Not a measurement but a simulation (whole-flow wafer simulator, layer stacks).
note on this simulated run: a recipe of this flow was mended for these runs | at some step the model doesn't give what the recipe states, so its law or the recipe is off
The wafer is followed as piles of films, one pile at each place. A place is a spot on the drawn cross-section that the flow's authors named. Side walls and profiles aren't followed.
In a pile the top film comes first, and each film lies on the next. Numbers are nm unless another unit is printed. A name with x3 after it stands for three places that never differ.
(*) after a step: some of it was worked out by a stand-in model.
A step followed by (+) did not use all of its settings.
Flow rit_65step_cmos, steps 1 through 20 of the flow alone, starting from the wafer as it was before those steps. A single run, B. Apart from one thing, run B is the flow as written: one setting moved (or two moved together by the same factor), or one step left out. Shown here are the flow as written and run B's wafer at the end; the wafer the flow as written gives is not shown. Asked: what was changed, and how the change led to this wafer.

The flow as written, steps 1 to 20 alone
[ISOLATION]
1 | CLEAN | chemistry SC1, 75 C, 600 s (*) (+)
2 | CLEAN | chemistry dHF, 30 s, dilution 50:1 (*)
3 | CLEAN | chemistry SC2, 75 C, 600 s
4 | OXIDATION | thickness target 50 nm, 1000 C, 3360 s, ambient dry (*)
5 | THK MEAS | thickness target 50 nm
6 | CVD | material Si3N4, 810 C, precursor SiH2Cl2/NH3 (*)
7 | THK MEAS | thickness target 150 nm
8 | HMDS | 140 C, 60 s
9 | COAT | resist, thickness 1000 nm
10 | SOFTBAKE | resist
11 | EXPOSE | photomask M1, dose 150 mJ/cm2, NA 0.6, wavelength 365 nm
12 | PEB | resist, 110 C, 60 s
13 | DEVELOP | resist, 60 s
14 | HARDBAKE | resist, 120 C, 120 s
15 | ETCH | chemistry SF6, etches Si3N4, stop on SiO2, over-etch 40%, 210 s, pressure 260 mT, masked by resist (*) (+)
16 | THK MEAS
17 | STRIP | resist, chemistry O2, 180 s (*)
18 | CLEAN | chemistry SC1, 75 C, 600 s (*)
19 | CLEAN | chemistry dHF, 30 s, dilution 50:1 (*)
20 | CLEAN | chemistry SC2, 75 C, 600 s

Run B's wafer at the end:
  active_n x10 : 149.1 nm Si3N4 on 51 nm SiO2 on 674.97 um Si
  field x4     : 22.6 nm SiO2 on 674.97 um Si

Cause: step 18, CLEAN: 79 C was run, while the flow as written has 75 C.

Step by step, how the change led to this:
  18 | CLEAN | chemistry SC1, 75 C, 600 s (*)
      field x4: -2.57 SiO2 (as written it would have been: -2.05 SiO2)
